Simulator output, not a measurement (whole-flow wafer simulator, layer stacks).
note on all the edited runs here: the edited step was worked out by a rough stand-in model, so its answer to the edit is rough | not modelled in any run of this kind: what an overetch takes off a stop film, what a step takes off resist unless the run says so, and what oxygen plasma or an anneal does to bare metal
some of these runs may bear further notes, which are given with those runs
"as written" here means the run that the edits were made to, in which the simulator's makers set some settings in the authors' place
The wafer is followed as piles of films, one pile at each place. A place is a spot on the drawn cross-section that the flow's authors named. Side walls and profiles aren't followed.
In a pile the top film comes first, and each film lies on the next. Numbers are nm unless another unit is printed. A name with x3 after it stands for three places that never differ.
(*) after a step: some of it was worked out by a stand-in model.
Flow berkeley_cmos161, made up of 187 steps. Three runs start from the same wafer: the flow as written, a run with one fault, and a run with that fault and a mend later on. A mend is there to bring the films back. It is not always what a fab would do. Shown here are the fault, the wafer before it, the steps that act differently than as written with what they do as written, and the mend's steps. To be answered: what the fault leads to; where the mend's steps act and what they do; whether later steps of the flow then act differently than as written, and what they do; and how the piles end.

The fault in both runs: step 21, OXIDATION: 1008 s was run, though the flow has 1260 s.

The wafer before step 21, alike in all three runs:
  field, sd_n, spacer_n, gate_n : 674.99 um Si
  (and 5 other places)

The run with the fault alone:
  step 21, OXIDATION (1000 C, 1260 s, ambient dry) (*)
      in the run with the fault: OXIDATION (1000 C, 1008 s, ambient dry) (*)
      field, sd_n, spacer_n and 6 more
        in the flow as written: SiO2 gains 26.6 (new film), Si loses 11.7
        in the run with the fault: SiO2 gains 23.6 (new film), Si loses 10.4
  Steps further on in the flow that do not act as written:
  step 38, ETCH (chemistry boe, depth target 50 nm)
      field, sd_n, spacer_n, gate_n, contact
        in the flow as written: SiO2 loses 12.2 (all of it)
        in the run with the fault: SiO2 loses 9.23 (all of it)
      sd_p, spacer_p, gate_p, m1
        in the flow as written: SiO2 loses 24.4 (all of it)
        in the run with the fault: SiO2 loses 21.4 (all of it)
  When the end is reached, the piles differ only a little from the flow's at the places that both follow, at most by 2% or 0.5 nm, whichever is larger.

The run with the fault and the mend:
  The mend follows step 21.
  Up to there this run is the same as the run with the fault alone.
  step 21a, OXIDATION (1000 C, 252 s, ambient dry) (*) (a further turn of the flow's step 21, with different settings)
      field, sd_n, spacer_n and 6 more
        SiO2 gains 2.96, Si loses 1.3
  Every later step of the flow that is run acts as written at every place that is followed.
  The piles end the same as the flow's at every place that both follow.
